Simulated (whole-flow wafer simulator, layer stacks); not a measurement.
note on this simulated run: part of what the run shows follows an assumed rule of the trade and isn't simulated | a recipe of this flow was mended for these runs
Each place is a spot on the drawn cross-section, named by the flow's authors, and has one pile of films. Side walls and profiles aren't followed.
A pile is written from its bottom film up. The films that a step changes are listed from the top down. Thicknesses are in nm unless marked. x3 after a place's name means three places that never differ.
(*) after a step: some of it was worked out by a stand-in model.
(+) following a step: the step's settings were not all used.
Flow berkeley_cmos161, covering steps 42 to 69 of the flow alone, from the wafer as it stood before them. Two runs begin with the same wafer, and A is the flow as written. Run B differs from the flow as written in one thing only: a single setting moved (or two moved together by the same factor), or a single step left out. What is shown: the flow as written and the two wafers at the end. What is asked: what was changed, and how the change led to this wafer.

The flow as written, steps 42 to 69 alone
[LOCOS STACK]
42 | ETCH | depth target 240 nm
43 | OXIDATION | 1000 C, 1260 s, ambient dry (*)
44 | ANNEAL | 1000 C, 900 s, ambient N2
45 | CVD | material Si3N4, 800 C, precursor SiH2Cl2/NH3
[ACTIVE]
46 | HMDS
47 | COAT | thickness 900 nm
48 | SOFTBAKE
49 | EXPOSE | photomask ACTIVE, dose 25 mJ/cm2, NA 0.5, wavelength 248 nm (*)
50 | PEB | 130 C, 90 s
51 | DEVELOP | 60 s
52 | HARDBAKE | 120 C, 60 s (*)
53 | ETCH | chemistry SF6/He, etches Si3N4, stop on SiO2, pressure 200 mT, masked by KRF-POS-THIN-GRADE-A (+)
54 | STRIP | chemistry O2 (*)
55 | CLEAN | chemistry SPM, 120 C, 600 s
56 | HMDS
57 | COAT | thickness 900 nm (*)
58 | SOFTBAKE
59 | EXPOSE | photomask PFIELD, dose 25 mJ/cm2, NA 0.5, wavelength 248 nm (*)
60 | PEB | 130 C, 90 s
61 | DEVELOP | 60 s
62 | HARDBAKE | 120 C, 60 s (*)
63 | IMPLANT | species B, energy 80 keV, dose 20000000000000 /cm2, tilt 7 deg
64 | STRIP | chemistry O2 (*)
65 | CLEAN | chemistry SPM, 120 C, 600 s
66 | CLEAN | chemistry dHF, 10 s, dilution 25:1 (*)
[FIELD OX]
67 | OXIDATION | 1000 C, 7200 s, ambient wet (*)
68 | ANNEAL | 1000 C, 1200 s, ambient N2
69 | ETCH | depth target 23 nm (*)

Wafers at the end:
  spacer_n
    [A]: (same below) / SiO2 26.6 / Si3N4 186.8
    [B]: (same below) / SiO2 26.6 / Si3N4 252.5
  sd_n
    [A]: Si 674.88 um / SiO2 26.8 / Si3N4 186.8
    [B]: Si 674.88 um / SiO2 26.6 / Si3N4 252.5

What caused this: step 45, CVD: 835 C was run, whereas the flow has 800 C.

Step by step, how the change led to this:
  45 | CVD | material Si3N4, 800 C, precursor SiH2Cl2/NH3
      field, sd_n, spacer_n and 6 more: A +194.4 Si3N4 (new film) | B +260.1 Si3N4 (new film)
  53 | ETCH | chemistry SF6/He, etches Si3N4, stop on SiO2, pressure 200 mT, masked by KRF-POS-THIN-GRADE-A (+)
      sd_n, spacer_n, gate_n, sd_p, spacer_p, gate_p, contact, m1: A -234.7 KrF-resist | B -306.1 KrF-resist
      field: A -194.4 Si3N4 (all of it), -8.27 SiO2 | B -260.1 Si3N4 (all of it), -8.27 SiO2
  54 | STRIP | chemistry O2 (*)
      sd_n, spacer_n, gate_n, sd_p, spacer_p, gate_p, contact, m1: A -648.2 KrF-resist (all of it) | B -576.8 KrF-resist (all of it)
  57 | COAT | thickness 900 nm (*)
      sd_n: A +796.1 KrF-resist (new film) | B +762.8 KrF-resist (new film)
      spacer_n: A +826.1 KrF-resist (new film) | B +803.4 KrF-resist (new film)
      (as well as at 6 more places)
  64 | STRIP | chemistry O2 (*)
      sd_n: A -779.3 KrF-resist (all of it) | B -746.1 KrF-resist (all of it)
      spacer_n: A -809.2 KrF-resist (all of it) | B -786.6 KrF-resist (all of it)
      (as well as at 6 more places)
  67 | OXIDATION | 1000 C, 7200 s, ambient wet (*)
      sd_n, sd_p: A +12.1 SiO2 (new film), -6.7 Si3N4, +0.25 SiO2, -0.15 Si | B +12.1 SiO2 (new film), -6.7 Si3N4
